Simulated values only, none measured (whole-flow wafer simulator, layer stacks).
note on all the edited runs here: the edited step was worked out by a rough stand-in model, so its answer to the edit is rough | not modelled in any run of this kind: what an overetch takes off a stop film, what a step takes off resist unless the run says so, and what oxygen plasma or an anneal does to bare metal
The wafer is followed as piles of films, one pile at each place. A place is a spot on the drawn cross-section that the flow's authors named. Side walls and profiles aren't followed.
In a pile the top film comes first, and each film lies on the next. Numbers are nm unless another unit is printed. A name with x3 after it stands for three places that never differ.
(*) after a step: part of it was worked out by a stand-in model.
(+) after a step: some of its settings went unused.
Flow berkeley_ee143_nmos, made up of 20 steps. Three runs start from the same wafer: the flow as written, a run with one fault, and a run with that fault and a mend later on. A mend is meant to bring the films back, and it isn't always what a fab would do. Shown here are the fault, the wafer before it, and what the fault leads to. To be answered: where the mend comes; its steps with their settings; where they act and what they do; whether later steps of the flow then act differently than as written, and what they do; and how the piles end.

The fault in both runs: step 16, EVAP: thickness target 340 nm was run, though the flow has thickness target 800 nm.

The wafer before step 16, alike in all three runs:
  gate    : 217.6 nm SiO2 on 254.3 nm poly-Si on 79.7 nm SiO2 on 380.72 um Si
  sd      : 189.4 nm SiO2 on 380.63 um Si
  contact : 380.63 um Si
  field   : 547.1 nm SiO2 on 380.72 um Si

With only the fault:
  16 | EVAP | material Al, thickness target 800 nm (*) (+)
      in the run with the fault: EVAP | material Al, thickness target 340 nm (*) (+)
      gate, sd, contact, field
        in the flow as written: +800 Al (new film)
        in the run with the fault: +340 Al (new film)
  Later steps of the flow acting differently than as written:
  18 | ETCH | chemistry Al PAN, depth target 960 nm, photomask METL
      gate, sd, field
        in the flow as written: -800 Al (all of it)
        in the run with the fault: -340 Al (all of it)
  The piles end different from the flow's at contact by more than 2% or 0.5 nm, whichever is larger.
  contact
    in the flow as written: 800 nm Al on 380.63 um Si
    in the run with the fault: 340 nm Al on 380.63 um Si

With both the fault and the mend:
  The mend follows step 16.
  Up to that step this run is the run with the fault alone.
  16a | EVAP | material Al, thickness target 460 nm (*) (+) (the flow's step 16 again, with other settings)
      gate, sd, contact, field
        +460 Al
  None of the later steps of the flow acts differently than as written at any place that is followed.
  The piles end the same as the flow's at every place that both follow.
